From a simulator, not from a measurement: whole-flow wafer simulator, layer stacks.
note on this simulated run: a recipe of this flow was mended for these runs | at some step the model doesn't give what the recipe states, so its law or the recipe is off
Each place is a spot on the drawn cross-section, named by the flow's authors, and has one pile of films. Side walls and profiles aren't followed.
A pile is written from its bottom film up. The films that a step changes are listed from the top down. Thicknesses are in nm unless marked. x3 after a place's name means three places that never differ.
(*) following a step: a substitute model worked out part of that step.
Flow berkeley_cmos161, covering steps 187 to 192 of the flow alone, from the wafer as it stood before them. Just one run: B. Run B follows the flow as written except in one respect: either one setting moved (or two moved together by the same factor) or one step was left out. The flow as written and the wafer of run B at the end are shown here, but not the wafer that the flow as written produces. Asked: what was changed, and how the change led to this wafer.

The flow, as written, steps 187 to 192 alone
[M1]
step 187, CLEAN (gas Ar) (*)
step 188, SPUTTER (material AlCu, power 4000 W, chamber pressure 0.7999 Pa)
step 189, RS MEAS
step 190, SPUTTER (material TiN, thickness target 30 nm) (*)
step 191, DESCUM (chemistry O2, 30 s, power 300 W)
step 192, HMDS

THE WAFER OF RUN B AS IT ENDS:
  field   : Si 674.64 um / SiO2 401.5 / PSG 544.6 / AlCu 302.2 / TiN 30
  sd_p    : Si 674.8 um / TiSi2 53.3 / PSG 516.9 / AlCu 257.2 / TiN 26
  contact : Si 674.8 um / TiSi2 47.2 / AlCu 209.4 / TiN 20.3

Cause: step 188, SPUTTER: chamber pressure 0.6079 Pa was run, though the flow has chamber pressure 0.7999 Pa.

Step by step, how the change led to this:
  step 188, SPUTTER (material AlCu, power 4000 W, chamber pressure 0.7999 Pa)
      field, sd_n, spacer_n, gate_n, spacer_p, gate_p, m1: AlCu gains 302.2 (new film) (in the flow as written it would be: AlCu gains 275.8 (new film))
      sd_p: AlCu gains 257.2 (new film) (in the flow as written it would be: AlCu gains 235.4 (new film))
      (and at 1 other place as well)
